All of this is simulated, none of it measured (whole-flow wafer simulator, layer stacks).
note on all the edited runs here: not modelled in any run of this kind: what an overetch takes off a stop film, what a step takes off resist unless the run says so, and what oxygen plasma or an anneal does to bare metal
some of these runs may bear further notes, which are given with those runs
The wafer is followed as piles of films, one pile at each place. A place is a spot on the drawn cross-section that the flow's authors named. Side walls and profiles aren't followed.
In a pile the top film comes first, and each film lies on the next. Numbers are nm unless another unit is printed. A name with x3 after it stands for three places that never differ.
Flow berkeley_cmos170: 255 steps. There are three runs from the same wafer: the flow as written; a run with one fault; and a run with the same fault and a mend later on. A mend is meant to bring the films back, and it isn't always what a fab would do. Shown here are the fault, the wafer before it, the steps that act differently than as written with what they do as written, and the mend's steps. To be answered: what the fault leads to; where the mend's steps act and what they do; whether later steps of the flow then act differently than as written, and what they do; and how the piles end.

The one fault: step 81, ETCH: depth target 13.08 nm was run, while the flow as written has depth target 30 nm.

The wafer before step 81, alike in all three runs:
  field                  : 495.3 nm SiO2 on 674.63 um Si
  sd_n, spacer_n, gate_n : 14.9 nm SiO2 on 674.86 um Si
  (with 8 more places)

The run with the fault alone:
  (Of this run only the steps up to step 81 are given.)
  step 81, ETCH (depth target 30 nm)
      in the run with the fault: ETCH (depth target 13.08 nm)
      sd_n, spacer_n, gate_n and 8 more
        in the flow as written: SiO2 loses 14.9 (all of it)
        in the run with the fault: SiO2 loses 13.1
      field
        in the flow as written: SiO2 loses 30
        in the run with the fault: SiO2 loses 13.1
  The piles after step 81 differ from the flow's at field, sd_n, spacer_n and 9 more by more than 2% or 0.5 nm, whichever is larger.
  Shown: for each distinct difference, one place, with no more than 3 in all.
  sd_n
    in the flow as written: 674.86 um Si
    in the run with the fault: 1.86 nm SiO2 on 674.86 um Si
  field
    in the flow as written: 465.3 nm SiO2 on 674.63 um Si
    in the run with the fault: 482.2 nm SiO2 on 674.63 um Si

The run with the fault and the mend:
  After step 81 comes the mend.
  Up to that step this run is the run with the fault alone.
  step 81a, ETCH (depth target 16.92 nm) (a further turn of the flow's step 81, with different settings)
      sd_n, spacer_n, gate_n and 8 more
        SiO2 loses 1.86 (all of it)
      field
        SiO2 loses 16.9
  Every later step of the flow that is run acts as written at every place that is followed.
  The piles end the same as the flow's at every place that both follow.
